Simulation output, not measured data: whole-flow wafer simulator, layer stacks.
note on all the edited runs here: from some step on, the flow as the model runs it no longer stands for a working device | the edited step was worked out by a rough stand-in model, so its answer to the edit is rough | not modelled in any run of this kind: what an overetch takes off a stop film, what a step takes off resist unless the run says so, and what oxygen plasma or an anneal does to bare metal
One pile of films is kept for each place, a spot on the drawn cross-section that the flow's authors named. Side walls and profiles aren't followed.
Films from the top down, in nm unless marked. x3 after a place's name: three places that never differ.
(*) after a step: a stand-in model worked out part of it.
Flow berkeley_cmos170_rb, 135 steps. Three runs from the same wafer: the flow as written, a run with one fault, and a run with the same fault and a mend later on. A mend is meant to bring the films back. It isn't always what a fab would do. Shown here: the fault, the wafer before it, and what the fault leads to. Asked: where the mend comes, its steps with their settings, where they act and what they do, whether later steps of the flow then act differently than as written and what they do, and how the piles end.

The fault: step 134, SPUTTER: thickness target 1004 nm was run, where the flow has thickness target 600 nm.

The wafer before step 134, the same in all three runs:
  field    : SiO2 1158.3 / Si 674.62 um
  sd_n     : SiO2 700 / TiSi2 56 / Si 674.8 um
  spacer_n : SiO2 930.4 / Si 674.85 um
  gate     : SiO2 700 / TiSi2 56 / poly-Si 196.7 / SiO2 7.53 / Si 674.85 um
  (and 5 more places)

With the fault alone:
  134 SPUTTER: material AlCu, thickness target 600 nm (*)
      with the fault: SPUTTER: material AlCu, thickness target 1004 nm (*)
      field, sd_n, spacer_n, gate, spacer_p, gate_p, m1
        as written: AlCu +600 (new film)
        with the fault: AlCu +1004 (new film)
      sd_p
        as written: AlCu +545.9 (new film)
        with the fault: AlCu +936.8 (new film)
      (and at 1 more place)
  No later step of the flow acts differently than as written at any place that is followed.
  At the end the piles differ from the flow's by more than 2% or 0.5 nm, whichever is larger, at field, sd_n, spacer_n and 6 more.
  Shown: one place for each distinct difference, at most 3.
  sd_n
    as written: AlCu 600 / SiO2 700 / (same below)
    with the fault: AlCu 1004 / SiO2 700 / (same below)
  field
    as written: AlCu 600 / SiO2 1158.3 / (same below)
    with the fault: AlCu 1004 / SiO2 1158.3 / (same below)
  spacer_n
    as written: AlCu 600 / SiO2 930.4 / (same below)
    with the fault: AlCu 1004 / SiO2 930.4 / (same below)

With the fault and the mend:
  The mend comes after step 134.
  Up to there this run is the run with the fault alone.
  134a ETCH: chemistry al pan, depth target 1155 nm
      field, sd_n, spacer_n, gate, spacer_p, gate_p, m1
        AlCu -1004 (all of it)
      sd_p
        AlCu -936.8 (all of it)
      contact
        AlCu -670.9 (all of it)
  134b SPUTTER: material AlCu, thickness target 600 nm (*) (the flow's step 134 once more)
      field, sd_n, spacer_n, gate, spacer_p, gate_p, m1
        AlCu +600 (new film)
      sd_p
        AlCu +545.9 (new film)
      contact
        AlCu +415.1 (new film)
  No later step of the flow acts differently than as written at any place that is followed.
  At the end the piles are the same as the flow's at every place that both follow.
